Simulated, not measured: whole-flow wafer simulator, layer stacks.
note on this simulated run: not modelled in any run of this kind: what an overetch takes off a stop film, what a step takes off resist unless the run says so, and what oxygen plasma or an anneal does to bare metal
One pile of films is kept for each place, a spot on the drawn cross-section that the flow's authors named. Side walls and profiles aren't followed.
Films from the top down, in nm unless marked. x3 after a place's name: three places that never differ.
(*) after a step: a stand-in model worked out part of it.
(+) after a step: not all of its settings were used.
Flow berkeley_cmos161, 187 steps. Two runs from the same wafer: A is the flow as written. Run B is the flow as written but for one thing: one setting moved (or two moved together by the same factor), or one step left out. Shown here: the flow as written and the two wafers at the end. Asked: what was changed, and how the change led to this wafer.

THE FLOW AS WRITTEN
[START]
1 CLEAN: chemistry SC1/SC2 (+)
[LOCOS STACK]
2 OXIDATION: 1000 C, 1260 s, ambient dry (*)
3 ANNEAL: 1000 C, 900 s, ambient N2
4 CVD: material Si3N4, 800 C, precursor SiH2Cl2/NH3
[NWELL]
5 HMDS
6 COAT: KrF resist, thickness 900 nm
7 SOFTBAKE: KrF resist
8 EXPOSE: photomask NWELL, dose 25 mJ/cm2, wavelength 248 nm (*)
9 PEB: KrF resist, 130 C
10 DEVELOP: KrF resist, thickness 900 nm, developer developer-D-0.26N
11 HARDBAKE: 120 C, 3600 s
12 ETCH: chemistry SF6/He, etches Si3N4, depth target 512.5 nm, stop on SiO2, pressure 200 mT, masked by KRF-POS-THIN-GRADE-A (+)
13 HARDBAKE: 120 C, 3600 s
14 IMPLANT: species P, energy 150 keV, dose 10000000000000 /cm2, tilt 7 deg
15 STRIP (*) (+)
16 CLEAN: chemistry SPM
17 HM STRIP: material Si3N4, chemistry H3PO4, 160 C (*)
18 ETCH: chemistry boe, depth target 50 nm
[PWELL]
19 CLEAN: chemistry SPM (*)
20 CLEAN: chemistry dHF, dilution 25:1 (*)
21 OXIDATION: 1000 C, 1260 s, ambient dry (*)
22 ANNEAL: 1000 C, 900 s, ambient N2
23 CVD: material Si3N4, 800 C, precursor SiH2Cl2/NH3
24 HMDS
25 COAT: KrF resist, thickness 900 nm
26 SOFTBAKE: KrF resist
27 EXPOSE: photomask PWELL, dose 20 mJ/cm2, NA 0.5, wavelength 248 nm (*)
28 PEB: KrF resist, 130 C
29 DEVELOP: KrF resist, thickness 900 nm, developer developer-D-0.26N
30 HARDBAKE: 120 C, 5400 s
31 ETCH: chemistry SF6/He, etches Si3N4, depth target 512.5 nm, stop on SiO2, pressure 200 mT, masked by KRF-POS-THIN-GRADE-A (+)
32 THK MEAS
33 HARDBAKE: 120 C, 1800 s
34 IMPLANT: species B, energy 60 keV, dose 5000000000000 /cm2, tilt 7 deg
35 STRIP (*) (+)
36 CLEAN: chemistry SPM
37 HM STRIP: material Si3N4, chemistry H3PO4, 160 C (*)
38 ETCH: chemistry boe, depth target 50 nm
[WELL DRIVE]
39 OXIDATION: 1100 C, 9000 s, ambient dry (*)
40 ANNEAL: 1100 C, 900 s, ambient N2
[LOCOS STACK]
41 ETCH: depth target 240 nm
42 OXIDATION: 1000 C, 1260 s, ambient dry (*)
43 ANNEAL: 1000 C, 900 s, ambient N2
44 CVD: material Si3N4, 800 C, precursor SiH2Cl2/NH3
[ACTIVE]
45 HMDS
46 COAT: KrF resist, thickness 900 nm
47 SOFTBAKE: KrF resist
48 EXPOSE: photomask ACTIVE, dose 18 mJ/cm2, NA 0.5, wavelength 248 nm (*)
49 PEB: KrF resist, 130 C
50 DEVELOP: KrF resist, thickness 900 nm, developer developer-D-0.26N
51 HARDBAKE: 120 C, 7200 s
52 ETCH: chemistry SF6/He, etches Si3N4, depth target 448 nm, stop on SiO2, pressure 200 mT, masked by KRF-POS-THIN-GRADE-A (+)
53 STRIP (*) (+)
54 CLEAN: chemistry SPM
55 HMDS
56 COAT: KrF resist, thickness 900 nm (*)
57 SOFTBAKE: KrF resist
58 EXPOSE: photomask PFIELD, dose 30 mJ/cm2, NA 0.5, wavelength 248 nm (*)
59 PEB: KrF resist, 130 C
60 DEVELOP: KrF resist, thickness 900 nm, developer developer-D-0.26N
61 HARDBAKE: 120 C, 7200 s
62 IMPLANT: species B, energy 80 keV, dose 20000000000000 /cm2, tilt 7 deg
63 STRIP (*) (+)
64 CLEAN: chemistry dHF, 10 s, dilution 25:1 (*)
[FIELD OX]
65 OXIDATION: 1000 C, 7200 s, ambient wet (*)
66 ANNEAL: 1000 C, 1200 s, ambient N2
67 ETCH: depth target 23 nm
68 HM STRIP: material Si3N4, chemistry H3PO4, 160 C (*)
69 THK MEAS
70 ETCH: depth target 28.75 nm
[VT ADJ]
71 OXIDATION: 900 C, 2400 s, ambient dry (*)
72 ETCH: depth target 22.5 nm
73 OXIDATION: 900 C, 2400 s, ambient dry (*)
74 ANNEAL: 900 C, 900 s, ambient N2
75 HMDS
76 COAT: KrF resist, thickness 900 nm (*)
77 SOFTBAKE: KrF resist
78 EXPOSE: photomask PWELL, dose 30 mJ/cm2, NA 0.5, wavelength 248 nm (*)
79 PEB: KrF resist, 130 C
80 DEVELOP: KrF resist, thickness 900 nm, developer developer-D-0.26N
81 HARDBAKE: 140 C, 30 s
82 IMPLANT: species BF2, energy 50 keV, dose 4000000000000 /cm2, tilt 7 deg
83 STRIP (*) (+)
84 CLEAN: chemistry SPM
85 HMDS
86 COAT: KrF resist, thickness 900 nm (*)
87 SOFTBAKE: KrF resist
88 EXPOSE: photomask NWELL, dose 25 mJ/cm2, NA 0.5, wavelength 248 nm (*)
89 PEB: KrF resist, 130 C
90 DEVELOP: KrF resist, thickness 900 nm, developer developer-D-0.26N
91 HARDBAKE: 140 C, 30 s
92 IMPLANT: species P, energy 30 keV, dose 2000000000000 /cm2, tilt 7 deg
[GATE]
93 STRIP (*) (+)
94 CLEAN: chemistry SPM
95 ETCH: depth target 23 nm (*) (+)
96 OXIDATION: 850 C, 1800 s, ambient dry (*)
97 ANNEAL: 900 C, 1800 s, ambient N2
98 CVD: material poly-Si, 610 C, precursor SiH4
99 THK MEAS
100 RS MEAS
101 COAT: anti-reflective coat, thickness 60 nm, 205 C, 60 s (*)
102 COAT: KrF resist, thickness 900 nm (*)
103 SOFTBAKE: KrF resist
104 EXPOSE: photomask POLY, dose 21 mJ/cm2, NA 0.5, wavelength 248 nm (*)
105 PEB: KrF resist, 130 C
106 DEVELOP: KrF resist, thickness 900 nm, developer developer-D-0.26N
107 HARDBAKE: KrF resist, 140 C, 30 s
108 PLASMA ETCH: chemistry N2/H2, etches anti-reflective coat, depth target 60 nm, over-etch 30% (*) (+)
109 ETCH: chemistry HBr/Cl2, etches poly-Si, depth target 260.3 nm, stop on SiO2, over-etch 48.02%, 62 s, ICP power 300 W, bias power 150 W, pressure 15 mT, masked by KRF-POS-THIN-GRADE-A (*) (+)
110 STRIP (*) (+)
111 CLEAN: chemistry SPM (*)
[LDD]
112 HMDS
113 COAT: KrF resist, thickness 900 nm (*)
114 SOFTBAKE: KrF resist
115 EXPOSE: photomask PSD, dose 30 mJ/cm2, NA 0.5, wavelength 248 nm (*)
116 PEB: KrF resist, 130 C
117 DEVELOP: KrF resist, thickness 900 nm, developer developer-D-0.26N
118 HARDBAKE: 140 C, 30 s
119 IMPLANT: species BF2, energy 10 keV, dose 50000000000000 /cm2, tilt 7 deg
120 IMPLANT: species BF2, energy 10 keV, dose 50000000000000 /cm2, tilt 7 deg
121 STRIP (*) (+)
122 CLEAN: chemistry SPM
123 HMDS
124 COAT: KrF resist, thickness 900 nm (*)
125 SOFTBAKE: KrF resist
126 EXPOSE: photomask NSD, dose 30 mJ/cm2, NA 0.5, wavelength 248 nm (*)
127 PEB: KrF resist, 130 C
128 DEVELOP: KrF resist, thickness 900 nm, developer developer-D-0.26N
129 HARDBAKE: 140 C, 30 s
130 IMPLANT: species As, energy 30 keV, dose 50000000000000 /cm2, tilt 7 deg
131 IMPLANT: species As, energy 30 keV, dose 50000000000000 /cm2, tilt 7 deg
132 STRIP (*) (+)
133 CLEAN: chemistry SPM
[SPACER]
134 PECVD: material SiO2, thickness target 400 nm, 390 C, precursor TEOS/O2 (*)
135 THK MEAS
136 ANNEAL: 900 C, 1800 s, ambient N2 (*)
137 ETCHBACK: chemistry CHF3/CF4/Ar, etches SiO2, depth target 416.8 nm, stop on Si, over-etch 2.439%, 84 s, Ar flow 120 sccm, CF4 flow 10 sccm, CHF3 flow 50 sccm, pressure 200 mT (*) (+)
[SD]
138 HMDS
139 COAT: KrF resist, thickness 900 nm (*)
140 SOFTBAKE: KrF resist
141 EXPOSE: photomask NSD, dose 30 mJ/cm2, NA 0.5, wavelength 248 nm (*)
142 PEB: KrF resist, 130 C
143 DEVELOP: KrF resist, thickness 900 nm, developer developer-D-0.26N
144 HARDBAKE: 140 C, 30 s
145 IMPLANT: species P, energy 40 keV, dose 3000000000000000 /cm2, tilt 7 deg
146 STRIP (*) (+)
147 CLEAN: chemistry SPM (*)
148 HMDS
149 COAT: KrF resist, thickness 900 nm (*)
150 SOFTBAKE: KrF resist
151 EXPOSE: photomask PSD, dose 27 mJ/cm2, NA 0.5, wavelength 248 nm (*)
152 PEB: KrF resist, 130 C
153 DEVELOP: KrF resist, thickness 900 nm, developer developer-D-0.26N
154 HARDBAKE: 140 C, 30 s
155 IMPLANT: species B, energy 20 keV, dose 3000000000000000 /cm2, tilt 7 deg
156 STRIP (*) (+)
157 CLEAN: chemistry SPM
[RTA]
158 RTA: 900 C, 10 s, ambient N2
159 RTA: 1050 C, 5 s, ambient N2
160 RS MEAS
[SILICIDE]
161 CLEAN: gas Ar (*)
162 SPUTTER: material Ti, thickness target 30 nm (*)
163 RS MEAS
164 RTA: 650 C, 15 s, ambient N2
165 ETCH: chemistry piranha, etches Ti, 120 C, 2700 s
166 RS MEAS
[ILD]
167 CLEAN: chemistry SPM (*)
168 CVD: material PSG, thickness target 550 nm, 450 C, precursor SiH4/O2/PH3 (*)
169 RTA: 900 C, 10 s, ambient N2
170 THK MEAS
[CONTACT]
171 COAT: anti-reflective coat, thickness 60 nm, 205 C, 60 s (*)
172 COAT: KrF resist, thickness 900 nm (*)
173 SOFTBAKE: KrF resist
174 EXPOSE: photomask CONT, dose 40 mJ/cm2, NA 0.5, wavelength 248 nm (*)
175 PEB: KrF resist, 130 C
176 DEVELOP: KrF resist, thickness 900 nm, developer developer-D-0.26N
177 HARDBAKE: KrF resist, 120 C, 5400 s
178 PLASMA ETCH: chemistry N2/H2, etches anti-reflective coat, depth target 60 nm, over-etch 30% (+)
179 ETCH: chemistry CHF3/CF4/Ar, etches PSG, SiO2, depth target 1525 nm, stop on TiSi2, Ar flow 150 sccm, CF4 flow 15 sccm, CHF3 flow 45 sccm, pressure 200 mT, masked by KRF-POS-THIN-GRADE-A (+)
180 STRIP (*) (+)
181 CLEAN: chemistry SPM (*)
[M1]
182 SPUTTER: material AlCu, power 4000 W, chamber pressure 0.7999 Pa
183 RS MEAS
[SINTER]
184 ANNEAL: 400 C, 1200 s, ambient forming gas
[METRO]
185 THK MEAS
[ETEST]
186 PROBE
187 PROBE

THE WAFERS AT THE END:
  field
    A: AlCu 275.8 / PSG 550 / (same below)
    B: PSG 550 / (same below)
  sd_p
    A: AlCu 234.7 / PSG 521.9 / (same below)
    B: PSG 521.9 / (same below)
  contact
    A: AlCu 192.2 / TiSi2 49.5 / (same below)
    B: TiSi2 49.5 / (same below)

The cause: step 182, SPUTTER: material AlCu, power 4000 W, chamber pressure 0.7999 Pa, was left out.

How the change led to this, step by step:
  (no step that both runs have acts differently)
Counting metal films that touch as one body, field has 0 bodies; the flow as written gives 1 body.
Counting metal films that touch as one body, sd_p has 0 bodies; the flow as written gives 1 body.
Counting metal films that touch as one body, contact has 0 bodies; the flow as written gives 1 body.
